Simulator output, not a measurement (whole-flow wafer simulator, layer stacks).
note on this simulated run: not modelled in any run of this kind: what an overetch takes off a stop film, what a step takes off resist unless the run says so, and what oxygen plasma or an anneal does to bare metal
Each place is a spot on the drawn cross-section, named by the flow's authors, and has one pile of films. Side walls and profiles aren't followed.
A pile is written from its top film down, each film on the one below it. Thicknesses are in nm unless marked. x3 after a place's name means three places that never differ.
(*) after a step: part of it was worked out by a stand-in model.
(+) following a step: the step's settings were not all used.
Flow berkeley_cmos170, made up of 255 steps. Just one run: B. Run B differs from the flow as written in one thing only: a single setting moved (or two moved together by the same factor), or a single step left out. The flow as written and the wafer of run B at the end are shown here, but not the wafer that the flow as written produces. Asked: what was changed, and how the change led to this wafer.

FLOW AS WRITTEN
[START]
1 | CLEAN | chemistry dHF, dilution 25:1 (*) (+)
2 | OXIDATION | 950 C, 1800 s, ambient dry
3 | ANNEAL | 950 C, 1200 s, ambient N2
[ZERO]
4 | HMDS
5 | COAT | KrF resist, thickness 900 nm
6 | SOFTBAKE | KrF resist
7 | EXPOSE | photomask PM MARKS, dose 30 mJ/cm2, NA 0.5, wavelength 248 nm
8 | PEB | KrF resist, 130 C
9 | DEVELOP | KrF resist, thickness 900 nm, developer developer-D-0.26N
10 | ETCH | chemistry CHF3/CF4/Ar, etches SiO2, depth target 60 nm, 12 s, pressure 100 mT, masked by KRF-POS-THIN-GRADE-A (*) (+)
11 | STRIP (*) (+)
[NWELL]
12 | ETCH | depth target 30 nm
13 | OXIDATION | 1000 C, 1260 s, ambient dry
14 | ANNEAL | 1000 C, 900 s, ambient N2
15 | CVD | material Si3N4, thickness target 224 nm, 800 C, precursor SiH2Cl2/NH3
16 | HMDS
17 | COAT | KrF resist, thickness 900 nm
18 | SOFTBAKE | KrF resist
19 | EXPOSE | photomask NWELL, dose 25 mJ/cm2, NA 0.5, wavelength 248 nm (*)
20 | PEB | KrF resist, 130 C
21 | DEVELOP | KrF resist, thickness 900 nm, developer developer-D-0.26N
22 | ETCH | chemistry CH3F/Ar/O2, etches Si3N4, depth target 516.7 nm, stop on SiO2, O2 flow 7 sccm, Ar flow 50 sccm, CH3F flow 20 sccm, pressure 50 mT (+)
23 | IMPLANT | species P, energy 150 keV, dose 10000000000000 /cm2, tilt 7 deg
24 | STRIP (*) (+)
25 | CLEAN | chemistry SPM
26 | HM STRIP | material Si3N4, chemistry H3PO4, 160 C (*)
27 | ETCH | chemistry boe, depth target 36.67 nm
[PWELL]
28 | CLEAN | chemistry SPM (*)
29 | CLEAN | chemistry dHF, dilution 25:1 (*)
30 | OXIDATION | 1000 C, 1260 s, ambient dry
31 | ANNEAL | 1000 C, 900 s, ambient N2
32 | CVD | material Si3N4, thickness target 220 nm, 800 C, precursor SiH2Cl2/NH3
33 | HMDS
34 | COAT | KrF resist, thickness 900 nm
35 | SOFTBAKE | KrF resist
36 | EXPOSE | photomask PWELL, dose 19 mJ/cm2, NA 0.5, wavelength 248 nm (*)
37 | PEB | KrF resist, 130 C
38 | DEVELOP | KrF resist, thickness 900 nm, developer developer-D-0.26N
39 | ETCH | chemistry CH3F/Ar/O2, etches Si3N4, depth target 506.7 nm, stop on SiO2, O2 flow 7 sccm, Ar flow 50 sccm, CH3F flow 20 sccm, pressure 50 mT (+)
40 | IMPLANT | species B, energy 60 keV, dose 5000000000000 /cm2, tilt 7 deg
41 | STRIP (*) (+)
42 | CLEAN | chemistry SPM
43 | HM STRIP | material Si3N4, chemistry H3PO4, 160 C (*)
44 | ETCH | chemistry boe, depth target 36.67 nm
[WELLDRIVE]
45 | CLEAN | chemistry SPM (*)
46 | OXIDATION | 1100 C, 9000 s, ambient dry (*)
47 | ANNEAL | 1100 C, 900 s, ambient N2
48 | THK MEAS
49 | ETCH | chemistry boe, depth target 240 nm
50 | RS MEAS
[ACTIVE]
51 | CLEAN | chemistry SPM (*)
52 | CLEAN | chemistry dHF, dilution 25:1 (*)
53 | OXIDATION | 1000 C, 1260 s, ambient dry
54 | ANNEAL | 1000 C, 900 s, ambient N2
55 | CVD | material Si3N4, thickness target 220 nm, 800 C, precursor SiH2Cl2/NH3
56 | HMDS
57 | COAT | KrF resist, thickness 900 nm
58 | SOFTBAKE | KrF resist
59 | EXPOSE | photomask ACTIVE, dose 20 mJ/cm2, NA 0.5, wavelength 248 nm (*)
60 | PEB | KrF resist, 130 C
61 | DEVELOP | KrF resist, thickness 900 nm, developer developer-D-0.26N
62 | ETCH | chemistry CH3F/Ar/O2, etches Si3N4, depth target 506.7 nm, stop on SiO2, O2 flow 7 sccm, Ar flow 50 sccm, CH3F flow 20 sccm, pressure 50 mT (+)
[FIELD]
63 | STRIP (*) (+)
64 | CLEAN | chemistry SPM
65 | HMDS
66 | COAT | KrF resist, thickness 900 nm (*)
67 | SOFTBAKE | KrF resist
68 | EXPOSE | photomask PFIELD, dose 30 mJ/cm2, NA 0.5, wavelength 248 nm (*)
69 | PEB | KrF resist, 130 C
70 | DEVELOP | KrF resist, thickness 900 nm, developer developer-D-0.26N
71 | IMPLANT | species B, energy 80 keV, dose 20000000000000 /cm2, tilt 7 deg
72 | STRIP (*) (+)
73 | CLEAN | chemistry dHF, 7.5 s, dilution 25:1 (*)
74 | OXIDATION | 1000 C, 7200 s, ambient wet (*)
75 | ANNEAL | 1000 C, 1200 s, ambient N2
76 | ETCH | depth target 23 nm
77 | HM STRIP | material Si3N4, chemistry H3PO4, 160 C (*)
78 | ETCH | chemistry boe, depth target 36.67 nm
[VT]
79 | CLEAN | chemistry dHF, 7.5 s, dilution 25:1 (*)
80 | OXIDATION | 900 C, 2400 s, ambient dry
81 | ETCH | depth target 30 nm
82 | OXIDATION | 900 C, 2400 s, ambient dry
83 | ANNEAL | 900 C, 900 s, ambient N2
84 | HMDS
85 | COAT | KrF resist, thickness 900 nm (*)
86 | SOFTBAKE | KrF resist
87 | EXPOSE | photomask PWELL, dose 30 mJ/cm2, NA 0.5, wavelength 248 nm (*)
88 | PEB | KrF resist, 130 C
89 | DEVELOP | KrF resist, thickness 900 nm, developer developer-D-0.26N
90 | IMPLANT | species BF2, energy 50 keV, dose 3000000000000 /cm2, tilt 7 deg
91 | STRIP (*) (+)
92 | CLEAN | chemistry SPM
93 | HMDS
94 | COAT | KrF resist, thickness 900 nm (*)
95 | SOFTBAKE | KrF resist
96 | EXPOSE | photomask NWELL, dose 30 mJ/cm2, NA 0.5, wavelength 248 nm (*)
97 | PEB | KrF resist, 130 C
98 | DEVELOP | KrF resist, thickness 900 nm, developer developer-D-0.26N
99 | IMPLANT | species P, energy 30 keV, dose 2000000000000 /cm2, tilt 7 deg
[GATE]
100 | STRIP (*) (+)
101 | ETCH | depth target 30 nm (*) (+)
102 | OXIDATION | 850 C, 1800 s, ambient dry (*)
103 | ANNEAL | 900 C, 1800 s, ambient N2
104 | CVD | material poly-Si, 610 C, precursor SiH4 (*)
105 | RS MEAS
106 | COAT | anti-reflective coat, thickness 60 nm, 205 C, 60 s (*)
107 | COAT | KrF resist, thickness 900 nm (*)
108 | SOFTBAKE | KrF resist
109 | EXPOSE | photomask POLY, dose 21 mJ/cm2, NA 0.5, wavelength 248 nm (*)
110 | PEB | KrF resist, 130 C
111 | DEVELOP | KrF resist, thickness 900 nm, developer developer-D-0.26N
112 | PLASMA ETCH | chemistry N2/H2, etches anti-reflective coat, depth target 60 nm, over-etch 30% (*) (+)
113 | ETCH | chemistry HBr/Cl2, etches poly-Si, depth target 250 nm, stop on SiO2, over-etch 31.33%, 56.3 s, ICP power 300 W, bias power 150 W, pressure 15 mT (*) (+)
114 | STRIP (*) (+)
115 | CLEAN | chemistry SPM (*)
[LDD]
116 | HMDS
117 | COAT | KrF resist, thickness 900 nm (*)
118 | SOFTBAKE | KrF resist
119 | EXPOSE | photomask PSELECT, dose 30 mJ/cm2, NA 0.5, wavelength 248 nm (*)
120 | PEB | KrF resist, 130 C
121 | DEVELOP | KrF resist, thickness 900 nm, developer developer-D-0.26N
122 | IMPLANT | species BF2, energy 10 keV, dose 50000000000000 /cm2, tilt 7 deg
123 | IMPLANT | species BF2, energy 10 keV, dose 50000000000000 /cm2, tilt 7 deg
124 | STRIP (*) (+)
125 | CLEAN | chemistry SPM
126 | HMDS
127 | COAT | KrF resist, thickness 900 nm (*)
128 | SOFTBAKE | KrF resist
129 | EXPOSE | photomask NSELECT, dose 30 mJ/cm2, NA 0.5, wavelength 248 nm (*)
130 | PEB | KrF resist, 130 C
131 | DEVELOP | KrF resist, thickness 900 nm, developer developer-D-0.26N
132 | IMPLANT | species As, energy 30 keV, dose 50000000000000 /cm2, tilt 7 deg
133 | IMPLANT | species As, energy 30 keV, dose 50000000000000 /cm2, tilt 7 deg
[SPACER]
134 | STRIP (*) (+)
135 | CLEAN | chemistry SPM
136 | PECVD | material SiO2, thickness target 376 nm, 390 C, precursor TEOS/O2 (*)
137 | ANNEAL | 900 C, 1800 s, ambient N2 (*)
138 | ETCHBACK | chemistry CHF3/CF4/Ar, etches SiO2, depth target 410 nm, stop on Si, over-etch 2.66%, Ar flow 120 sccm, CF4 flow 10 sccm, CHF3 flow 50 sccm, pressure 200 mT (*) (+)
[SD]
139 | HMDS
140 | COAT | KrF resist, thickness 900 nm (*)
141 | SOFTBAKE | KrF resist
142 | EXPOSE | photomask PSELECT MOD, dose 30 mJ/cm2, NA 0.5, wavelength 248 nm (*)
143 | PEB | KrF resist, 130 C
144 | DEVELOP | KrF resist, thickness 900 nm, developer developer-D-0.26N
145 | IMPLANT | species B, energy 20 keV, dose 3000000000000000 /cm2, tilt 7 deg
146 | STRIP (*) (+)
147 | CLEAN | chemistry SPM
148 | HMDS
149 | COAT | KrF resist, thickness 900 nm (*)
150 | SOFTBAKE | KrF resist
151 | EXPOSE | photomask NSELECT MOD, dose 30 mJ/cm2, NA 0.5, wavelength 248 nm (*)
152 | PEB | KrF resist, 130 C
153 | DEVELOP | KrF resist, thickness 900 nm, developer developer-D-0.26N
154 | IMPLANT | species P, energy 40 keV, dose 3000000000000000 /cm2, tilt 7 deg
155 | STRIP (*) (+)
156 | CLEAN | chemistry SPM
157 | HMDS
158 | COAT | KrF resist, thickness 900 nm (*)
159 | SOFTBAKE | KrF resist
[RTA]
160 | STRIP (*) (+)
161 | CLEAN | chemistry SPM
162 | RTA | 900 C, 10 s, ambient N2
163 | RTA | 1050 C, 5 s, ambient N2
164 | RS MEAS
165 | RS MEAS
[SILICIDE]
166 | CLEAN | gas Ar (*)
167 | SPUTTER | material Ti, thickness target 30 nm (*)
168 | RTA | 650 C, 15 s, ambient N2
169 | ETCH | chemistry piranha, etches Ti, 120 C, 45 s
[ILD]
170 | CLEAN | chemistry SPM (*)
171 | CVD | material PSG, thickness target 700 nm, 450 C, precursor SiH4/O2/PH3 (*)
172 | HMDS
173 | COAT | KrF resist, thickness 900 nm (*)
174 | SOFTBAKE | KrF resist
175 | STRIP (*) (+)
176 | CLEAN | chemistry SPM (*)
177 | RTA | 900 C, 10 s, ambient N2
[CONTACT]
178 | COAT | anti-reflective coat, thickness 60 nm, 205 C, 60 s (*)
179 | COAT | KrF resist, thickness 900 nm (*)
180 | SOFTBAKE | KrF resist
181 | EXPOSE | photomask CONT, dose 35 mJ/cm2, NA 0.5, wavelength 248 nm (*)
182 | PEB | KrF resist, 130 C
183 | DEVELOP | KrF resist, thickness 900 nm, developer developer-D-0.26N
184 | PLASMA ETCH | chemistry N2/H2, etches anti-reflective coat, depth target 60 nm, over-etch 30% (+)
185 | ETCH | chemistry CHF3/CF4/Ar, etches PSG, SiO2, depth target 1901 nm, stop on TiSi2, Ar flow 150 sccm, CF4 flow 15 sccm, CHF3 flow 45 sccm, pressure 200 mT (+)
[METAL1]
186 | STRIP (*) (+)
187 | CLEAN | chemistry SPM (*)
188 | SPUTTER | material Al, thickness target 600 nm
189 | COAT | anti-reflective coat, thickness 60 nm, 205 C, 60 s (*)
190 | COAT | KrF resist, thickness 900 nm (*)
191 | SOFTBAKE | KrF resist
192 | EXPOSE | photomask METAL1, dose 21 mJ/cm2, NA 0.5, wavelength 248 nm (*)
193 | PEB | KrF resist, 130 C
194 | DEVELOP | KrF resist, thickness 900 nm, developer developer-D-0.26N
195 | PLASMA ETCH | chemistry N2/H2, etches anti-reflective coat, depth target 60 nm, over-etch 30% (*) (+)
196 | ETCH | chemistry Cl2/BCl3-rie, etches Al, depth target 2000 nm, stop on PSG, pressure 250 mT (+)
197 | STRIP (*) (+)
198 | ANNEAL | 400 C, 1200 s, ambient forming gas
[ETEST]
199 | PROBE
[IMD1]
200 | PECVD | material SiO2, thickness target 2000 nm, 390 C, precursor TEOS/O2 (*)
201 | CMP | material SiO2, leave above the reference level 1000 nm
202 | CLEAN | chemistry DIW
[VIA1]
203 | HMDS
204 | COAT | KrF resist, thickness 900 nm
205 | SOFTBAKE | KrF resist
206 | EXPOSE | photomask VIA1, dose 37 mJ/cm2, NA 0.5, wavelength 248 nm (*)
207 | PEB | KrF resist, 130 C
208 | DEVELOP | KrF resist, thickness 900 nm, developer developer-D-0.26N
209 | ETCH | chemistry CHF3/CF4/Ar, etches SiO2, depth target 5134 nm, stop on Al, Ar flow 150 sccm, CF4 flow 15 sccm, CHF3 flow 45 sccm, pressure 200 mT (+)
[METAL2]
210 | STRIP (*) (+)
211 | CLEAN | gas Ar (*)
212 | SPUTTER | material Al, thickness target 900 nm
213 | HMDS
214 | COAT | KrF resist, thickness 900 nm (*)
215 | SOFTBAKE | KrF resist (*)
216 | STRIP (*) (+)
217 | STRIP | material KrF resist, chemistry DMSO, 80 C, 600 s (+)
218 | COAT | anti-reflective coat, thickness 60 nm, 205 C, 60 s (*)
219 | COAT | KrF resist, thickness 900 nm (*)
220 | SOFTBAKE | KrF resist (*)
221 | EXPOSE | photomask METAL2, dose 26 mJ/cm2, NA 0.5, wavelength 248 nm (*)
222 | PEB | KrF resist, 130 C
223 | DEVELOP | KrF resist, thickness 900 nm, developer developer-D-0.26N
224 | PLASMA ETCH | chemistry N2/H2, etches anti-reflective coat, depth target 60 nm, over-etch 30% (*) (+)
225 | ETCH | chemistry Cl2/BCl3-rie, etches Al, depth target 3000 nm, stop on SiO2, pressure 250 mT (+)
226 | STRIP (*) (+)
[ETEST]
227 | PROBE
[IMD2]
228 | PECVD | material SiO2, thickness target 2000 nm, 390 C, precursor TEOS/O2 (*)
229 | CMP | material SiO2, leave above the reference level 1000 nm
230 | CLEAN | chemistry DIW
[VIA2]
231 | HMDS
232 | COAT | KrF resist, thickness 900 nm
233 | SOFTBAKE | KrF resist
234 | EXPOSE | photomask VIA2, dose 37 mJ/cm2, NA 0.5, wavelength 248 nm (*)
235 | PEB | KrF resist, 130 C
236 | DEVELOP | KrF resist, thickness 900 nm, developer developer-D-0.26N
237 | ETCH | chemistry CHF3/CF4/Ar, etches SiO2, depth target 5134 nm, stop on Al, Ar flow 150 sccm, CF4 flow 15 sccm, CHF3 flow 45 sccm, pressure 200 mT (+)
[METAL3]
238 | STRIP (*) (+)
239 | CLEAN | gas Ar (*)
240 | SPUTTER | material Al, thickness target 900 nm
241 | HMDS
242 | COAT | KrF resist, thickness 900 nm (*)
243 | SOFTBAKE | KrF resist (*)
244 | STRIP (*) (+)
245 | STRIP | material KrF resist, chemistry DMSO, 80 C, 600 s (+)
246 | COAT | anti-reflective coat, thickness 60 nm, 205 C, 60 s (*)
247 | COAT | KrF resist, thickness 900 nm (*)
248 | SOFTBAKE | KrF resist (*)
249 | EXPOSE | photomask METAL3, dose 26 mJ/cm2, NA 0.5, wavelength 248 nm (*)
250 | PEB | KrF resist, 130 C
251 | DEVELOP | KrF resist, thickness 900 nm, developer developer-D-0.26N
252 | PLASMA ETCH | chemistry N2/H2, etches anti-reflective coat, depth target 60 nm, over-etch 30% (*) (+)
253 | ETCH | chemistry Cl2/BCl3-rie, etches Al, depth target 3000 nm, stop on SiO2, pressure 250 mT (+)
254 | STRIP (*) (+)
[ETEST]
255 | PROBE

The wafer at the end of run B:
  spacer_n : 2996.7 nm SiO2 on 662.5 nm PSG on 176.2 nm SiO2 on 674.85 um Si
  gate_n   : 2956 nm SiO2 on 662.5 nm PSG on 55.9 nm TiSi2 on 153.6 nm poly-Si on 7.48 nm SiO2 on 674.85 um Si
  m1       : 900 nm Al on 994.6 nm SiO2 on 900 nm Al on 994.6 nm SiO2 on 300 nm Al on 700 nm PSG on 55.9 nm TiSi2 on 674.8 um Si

Cause: step 188, SPUTTER: thickness target 300 nm was run, while the flow as written has thickness target 600 nm.
The wafer lets one read it off: m1 has Al 300, and step 188 as written asks for 600 nm.

Step by step, how the change led to this:
  188 | SPUTTER | material Al, thickness target 600 nm
      field, sd_n, spacer_n and 7 more: Al gains 300 (new film) (it would be, as written: Al gains 600 (new film))
      sd_p: Al gains 279.7 (new film) (it would be, as written: Al gains 573.8 (new film))
      (and at 1 other place as well)
  189 | COAT | anti-reflective coat, thickness 60 nm, 205 C, 60 s (*)
      sd_n: anti-reflective coat gains 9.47 (new film) (it would be, as written: anti-reflective coat gains 17.7 (new film))
      contact: anti-reflective coat gains 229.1 (new film) (it would be, as written: anti-reflective coat gains 261.9 (new film))
      (and at 1 other place as well)
  190 | COAT | KrF resist, thickness 900 nm (*)
      contact: KrF resist gains 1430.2 (new film) (it would be, as written: KrF resist gains 1495.4 (new film))
  195 | PLASMA ETCH | chemistry N2/H2, etches anti-reflective coat, depth target 60 nm, over-etch 30% (*) (+)
      sd_n: anti-reflective coat loses 9.47 (all of it) (it would be, as written: anti-reflective coat loses 17.7 (all of it))
  196 | ETCH | chemistry Cl2/BCl3-rie, etches Al, depth target 2000 nm, stop on PSG, pressure 250 mT (+)
      field, sd_n, spacer_n, gate_n, spacer_p, gate_p: Al loses 300 (all of it), PSG loses 37.5 (it would be, as written: Al loses 600 (all of it), PSG loses 37.5)
      contact, m1, via1, m2, via2: KrF resist loses 300 (it would be, as written: KrF resist loses 450)
      (and at 1 other place as well)
  197 | STRIP (*) (+)
      contact: KrF resist loses 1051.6 (all of it), anti-reflective coat loses 229.1 (all of it) (it would be, as written: KrF resist loses 966.1 (all of it), anti-reflective coat loses 261.9 (all of it))
      m1: KrF resist loses 554.1 (all of it), anti-reflective coat loses 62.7 (all of it) (it would be, as written: KrF resist loses 404.7 (all of it), anti-reflective coat loses 63 (all of it))
      (and at 3 other places as well)
  201 | CMP | material SiO2, leave above the reference level 1000 nm
      spacer_n, spacer_p: SiO2 loses 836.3 (it would be, as written: SiO2 loses 536.3)
      gate_n, gate_p: SiO2 loses 877.1 (it would be, as written: SiO2 loses 577.1)
      (and at 4 other places as well)
